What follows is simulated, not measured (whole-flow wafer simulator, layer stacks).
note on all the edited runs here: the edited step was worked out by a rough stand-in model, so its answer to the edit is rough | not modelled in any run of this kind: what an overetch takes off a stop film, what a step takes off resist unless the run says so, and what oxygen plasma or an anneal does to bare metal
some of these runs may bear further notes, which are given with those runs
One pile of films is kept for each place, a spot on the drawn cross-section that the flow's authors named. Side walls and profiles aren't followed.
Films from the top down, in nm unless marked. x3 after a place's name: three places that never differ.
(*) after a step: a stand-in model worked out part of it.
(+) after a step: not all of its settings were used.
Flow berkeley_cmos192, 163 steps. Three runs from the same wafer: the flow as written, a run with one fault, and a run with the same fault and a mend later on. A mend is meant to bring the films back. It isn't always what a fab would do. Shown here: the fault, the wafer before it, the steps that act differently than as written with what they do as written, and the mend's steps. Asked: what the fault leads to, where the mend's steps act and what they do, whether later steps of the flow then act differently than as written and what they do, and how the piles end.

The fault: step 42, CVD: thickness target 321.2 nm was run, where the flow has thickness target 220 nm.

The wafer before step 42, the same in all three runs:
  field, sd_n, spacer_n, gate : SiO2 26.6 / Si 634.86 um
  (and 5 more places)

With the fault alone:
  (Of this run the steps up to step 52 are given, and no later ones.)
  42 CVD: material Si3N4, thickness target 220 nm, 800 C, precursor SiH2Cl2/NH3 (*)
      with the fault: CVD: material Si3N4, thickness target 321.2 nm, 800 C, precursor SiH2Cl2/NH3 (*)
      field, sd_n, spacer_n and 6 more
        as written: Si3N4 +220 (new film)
        with the fault: Si3N4 +321.2 (new film)
  Later steps of the flow that act differently than as written:
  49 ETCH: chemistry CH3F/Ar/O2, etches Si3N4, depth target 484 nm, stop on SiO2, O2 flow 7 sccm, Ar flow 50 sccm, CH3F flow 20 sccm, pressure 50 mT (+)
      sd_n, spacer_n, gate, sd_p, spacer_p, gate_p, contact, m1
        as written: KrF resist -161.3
        with the fault: KrF resist -228.8
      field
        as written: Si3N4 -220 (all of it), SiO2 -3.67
        with the fault: Si3N4 -321.2 (all of it), SiO2 -3.67
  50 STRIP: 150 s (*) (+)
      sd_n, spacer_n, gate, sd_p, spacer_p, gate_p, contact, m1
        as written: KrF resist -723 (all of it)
        with the fault: KrF resist -655.6 (all of it)
  After step 52 the piles differ from the flow's by more than 2% or 0.5 nm, whichever is larger, at sd_n, spacer_n, gate, sd_p, spacer_p, gate_p, contact, m1.
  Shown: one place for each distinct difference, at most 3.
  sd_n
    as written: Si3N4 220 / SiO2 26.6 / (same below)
    with the fault: Si3N4 321.2 / SiO2 26.6 / (same below)

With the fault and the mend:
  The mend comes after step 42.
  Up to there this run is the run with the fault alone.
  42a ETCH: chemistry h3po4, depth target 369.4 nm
      field, sd_n, spacer_n and 6 more
        Si3N4 -321.2 (all of it)
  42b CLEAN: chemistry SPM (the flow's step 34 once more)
      changes no film at any place that is followed
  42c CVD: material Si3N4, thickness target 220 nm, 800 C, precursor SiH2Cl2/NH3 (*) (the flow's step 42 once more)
      field, sd_n, spacer_n and 6 more
        Si3N4 +220 (new film)
  No later step of the flow acts differently than as written at any place that is followed.
  At the end the piles are the same as the flow's at every place that both follow.
